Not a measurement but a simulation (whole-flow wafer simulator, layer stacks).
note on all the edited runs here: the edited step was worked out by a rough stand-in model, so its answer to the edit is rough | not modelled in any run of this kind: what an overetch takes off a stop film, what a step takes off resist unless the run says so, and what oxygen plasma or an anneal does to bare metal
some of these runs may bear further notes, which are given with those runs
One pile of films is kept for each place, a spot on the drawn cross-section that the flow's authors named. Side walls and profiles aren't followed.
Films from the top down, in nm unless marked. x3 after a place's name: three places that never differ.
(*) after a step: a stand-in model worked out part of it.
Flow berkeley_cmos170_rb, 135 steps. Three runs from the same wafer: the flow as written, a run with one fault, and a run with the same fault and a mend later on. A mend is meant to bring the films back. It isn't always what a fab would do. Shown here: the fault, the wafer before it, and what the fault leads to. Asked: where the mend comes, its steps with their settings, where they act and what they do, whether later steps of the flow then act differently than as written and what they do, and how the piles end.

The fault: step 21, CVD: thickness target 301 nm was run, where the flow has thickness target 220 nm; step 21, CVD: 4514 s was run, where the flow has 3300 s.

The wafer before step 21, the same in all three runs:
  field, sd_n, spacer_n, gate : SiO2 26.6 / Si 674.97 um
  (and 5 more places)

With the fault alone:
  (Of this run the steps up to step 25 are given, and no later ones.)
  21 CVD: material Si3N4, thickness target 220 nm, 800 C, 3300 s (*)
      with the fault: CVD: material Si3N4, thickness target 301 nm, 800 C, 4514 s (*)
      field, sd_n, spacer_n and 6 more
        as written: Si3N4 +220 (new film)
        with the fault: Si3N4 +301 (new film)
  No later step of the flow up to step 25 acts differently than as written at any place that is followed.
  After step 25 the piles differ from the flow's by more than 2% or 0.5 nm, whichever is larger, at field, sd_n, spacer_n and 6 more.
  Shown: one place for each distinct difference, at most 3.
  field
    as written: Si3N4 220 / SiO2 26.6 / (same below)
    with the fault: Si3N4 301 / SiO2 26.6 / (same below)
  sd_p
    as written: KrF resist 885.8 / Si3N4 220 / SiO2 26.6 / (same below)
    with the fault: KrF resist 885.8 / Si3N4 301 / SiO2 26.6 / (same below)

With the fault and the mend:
  The mend comes after step 21.
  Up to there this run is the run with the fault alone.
  21a ETCH: chemistry h3po4, depth target 346 nm (the flow's step 16 once more, with other settings)
      field, sd_n, spacer_n and 6 more
        Si3N4 -301 (all of it)
  21b CLEAN (*) (the flow's step 18 once more)
      changes no film at any place that is followed
  21c CVD: material Si3N4, thickness target 220 nm, 800 C, 3300 s (*) (the flow's step 21 once more)
      field, sd_n, spacer_n and 6 more
        Si3N4 +220 (new film)
  No later step of the flow acts differently than as written at any place that is followed.
  At the end the piles are the same as the flow's at every place that both follow.
